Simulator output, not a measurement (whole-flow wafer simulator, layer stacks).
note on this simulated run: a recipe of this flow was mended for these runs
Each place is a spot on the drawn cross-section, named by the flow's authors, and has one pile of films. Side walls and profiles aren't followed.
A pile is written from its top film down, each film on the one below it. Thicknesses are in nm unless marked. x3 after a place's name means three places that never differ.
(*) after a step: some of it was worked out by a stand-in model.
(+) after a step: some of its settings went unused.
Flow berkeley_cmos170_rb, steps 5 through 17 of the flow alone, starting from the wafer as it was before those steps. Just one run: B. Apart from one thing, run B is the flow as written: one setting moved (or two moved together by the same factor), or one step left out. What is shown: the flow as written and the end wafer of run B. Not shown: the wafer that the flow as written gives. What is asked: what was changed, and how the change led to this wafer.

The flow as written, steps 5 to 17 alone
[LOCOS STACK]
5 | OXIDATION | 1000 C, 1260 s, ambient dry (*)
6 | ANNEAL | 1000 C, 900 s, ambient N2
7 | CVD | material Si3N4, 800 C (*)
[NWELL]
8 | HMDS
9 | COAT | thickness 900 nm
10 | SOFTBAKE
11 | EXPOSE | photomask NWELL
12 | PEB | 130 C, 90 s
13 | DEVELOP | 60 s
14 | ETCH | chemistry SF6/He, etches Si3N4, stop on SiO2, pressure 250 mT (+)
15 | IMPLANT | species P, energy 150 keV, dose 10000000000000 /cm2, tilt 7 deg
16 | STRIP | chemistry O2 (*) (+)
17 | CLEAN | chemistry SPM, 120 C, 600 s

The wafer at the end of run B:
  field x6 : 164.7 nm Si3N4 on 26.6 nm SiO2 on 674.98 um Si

The reason: step 7, CVD: 780 C was run, while the flow as written has 800 C.

Step by step, how the change led to this:
  7 | CVD | material Si3N4, 800 C (*)
      field x6, sd_p x3: Si3N4 gains 164.7 (new film) (as written it would have been: Si3N4 gains 220 (new film))
  14 | ETCH | chemistry SF6/He, etches Si3N4, stop on SiO2, pressure 250 mT (+)
      field x6: KrF-resist loses 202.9 (as written it would have been: KrF-resist loses 263)
      sd_p x3: Si3N4 loses 164.7 (all of it), SiO2 loses 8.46 (as written it would have been: Si3N4 loses 220 (all of it), SiO2 loses 8.46)
  16 | STRIP | chemistry O2 (*) (+)
      field x6: KrF-resist loses 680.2 (all of it) (as written it would have been: KrF-resist loses 620 (all of it))
